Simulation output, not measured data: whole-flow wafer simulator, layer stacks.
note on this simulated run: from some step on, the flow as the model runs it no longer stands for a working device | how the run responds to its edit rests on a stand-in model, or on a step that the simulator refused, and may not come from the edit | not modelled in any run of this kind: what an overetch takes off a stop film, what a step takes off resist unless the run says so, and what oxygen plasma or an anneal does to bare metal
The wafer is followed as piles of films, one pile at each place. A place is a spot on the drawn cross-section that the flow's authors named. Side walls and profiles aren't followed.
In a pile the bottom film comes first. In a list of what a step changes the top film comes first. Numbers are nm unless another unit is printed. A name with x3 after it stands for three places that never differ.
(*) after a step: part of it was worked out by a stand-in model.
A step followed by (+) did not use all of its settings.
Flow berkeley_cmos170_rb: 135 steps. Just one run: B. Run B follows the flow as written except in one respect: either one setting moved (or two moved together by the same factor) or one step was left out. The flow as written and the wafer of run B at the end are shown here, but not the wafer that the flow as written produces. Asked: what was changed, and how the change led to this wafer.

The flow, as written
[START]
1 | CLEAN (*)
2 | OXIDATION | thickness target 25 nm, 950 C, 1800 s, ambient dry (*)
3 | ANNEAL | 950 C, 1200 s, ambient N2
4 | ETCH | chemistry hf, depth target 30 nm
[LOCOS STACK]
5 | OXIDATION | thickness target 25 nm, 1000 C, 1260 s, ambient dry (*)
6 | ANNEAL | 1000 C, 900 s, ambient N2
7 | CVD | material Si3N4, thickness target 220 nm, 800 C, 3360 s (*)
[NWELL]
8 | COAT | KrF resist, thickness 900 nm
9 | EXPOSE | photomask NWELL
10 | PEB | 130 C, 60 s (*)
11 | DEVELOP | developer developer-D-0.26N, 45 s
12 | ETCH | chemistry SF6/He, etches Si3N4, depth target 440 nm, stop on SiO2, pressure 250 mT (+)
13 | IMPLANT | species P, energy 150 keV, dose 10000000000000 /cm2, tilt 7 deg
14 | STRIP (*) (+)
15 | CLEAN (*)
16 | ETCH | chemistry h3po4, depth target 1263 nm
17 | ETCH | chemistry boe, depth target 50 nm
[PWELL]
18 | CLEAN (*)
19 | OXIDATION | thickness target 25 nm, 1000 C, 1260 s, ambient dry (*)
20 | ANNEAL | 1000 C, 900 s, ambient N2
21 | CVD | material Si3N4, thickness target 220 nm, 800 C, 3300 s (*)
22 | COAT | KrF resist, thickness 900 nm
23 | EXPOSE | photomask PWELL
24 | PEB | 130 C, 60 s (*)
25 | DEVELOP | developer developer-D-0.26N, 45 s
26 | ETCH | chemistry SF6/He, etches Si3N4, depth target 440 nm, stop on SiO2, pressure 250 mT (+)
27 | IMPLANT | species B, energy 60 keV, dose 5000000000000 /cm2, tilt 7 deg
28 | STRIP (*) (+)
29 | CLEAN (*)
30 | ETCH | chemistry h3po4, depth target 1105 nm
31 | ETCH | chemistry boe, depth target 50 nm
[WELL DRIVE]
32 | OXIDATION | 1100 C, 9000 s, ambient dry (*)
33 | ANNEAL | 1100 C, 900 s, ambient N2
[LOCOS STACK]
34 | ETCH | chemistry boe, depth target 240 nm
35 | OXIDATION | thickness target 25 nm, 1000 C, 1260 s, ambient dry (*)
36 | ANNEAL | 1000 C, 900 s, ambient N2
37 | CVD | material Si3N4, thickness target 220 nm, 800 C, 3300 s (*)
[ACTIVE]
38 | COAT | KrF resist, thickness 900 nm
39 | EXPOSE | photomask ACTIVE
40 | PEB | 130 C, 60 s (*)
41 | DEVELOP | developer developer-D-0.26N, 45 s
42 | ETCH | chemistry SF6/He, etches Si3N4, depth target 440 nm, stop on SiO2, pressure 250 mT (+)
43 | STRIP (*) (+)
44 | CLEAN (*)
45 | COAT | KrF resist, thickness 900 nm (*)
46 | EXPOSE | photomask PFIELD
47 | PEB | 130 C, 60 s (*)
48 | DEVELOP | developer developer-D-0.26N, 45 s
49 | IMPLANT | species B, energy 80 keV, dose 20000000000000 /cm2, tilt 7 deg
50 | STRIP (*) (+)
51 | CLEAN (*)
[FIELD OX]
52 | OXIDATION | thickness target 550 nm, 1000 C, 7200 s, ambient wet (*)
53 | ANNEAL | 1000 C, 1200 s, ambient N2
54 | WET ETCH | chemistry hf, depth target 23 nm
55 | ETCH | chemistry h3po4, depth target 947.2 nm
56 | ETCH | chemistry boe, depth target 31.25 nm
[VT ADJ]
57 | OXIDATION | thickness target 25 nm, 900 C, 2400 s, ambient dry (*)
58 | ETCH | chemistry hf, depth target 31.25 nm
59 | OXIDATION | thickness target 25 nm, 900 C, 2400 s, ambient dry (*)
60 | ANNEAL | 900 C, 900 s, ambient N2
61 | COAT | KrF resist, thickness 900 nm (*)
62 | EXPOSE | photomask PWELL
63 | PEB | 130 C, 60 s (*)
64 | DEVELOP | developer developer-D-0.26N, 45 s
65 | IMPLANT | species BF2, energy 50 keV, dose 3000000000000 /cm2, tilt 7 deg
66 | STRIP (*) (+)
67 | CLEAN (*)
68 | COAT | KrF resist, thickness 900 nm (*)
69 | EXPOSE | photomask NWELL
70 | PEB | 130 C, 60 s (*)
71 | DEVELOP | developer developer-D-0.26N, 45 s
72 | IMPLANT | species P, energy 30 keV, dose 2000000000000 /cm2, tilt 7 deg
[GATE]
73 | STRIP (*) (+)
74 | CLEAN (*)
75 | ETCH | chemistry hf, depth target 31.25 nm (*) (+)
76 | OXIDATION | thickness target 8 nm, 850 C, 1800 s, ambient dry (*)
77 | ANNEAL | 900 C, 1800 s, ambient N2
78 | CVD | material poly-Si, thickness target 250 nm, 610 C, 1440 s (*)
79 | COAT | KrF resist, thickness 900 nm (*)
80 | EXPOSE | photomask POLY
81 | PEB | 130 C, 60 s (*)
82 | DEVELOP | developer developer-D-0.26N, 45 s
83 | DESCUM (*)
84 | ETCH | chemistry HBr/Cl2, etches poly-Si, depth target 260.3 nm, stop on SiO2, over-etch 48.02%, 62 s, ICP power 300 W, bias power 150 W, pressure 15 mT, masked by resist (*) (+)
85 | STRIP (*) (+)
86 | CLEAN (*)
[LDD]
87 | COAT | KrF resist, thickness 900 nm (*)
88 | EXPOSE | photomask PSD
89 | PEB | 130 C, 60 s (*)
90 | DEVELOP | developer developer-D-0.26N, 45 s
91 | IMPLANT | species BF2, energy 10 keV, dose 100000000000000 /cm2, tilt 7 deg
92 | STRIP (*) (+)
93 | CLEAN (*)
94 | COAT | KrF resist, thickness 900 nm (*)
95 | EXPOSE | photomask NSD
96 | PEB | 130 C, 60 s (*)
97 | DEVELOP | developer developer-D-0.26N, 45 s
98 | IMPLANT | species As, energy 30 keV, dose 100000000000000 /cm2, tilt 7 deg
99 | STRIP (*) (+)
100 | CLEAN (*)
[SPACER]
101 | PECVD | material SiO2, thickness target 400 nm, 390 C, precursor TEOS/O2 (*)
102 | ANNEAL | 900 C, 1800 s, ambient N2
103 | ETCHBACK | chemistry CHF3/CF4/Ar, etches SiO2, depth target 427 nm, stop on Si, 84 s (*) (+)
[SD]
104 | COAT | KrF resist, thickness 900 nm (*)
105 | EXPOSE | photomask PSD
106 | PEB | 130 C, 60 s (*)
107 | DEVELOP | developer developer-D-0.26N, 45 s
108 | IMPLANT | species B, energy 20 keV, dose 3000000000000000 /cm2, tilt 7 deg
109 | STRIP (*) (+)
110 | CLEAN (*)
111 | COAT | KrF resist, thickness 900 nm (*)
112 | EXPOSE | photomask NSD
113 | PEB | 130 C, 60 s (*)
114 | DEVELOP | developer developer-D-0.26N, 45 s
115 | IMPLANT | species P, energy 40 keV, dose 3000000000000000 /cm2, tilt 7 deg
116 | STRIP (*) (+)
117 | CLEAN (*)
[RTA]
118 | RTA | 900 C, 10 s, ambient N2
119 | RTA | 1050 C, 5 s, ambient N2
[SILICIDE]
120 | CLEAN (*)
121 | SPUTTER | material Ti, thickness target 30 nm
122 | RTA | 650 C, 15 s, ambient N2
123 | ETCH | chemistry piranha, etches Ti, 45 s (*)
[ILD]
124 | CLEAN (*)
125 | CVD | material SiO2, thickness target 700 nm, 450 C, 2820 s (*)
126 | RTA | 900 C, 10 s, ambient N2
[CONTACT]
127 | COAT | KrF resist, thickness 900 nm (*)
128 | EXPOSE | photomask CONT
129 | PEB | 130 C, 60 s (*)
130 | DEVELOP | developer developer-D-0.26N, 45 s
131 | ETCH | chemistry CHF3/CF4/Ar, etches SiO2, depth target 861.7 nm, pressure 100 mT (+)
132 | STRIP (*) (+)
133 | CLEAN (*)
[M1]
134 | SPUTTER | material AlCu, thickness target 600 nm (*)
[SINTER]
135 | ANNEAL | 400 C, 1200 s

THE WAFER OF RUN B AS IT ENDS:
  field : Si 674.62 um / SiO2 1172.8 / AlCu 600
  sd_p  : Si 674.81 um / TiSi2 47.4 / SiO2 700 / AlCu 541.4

Cause: step 58, ETCH: depth target 16.69 nm was run, whereas the flow has depth target 31.25 nm.

Step by step, how the change led to this:
  58 | ETCH | chemistry hf, depth target 31.25 nm
      field: SiO2 loses 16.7 (it would be, as written: SiO2 loses 31.2)
  121 | SPUTTER | material Ti, thickness target 30 nm
      sd_p: Ti gains 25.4 (new film) (it would be, as written: Ti gains 27.1 (new film))
  122 | RTA | 650 C, 15 s, ambient N2
      sd_p: Ti loses 19.8, TiSi2 C49 gains 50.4 (new film), Si loses 45 (it would be, as written: Ti loses 21.1, TiSi first gains 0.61 (new film), TiSi2 C49 gains 52.9 (new film), Si loses 47.6)
  126 | RTA | 900 C, 10 s, ambient N2
      sd_p: under 1 film: TiSi2 gains 47.4 (new film), TiSi2 C49 loses 50.4 (all of it) (it would be, as written: under 1 film: TiSi2 gains 50.7 (new film), TiSi first loses 0.61 (all of it), TiSi2 C49 loses 52.9 (all of it), Si loses 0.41)
